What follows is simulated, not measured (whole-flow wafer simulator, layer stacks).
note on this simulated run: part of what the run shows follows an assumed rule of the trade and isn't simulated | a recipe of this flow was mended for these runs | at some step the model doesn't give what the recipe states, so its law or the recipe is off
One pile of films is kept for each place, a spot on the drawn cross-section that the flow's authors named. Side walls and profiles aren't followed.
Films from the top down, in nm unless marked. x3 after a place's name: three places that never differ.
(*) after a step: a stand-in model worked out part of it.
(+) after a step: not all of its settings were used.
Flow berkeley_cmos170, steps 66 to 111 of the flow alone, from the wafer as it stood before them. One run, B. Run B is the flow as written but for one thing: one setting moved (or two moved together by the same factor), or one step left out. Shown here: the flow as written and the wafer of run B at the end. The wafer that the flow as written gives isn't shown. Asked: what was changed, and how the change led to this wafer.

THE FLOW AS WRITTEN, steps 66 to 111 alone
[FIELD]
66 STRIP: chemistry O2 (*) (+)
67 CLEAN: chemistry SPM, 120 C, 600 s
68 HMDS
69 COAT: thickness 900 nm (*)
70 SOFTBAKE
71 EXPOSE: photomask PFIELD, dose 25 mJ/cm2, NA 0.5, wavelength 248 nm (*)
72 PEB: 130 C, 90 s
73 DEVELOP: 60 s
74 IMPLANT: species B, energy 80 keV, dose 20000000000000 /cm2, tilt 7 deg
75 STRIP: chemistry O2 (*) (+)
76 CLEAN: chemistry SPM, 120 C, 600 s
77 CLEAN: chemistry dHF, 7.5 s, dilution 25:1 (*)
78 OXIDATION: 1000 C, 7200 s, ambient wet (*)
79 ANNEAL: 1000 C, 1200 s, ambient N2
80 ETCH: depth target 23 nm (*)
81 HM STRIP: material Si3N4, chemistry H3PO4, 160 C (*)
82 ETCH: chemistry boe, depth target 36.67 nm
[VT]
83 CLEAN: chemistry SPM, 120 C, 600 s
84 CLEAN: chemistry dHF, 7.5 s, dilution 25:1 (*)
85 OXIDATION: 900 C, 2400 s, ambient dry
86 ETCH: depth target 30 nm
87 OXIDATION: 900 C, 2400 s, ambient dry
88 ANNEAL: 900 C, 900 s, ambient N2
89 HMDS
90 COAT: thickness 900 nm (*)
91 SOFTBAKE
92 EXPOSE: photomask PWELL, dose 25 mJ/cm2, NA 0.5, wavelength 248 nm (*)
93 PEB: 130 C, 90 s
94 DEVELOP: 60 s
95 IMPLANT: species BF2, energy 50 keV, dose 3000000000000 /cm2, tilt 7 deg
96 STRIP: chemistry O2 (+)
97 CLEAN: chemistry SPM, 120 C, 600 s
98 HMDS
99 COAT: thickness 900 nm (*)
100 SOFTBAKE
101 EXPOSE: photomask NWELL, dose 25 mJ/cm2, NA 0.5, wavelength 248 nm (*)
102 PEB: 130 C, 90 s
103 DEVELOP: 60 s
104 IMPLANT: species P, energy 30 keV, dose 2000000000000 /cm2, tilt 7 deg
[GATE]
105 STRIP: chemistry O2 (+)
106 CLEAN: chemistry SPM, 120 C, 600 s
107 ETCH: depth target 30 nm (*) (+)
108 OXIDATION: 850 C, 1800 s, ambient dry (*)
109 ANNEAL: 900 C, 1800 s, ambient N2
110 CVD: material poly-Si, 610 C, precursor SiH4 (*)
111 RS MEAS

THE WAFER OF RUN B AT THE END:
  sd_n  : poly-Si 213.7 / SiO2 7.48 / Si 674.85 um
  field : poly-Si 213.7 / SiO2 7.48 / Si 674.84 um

The cause: step 78, OXIDATION: 1000 C, 7200 s, ambient wet (*), was left out.

How the change led to this, step by step:
  80 ETCH: depth target 23 nm (*)
      mark, sd_n, spacer_n and 9 more: Si3N4 -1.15 (as written it would be: SiO2 -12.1 (all of it), Si3N4 -0.54)
      field: SiO2 -21.4 (all of it) (as written it would be: SiO2 -23)
  81 HM STRIP: material Si3N4, chemistry H3PO4, 160 C (*)
      field: chemical SiO2 +0.5 (new film), Si -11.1 (as written it would be: SiO2 -17.7)
      mark, sd_n, spacer_n and 9 more: Si3N4 -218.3 (all of it), SiO2 -11.4 (as written it would be: Si3N4 -212.2 (all of it), SiO2 -11.1)
  82 ETCH: chemistry boe, depth target 36.67 nm
      field: chemical SiO2 -0.5 (all of it) (as written it would be: SiO2 -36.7)
  83 CLEAN: chemistry SPM, 120 C, 600 s
      field: chemical SiO2 +0.8 (new film), Si -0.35 (as written it would be: nothing)
  84 CLEAN: chemistry dHF, 7.5 s, dilution 25:1 (*)
      field: chemical SiO2 -0.8 (all of it) (as written it would be: SiO2 -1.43)
  85 OXIDATION: 900 C, 2400 s, ambient dry
      field: SiO2 +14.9 (new film), Si -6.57 (as written it would be: SiO2 +1.6, Si -0.71)
  86 ETCH: depth target 30 nm
      field: SiO2 -14.9 (all of it) (as written it would be: SiO2 -30)
  87 OXIDATION: 900 C, 2400 s, ambient dry
      field: SiO2 +14.9 (new film), Si -6.57 (as written it would be: SiO2 +1.68, Si -0.74)
  90 COAT: thickness 900 nm (*)
      field: KrF-resist +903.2 (new film) (as written it would be: KrF-resist +840.6 (new film))
      sd_n: KrF-resist +894.7 (new film) (as written it would be: KrF-resist +1004.6 (new film))
      (and at 10 more places)
  94 DEVELOP: 60 s
      field: KrF-resist -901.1 (all of it) (as written it would be: KrF-resist -838.8 (all of it))
      sd_n: KrF-resist -892.7 (all of it) (as written it would be: KrF-resist -1002.3 (all of it))
      (and at 7 more places)
  96 STRIP: chemistry O2 (+)
      sd_p: KrF-resist -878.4 (all of it) (as written it would be: KrF-resist -971.9 (all of it))
      spacer_p: KrF-resist -879.3 (all of it) (as written it would be: KrF-resist -953.7 (all of it))
      (and at 1 more place)
  99 COAT: thickness 900 nm (*)
      field: KrF-resist +903.2 (new film) (as written it would be: KrF-resist +840.6 (new film))
      sd_n: KrF-resist +894.7 (new film) (as written it would be: KrF-resist +1004.6 (new film))
      (and at 10 more places)
  103 DEVELOP: 60 s
      sd_p: KrF-resist -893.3 (all of it) (as written it would be: KrF-resist -986.9 (all of it))
      spacer_p: KrF-resist -894.2 (all of it) (as written it would be: KrF-resist -968.6 (all of it))
      (and at 1 more place)
  105 STRIP: chemistry O2 (+)
      field: KrF-resist -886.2 (all of it) (as written it would be: KrF-resist -823.8 (all of it))
      sd_n: KrF-resist -877.8 (all of it) (as written it would be: KrF-resist -987.4 (all of it))
      (and at 7 more places)
  107 ETCH: depth target 30 nm (*) (+)
      field: SiO2 -14.9 (all of it) (as written it would be: SiO2 -30)
  108 OXIDATION: 850 C, 1800 s, ambient dry (*)
      field: SiO2 +7.48 (new film), Si -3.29 (as written it would be: SiO2 +0.52, Si -0.23)
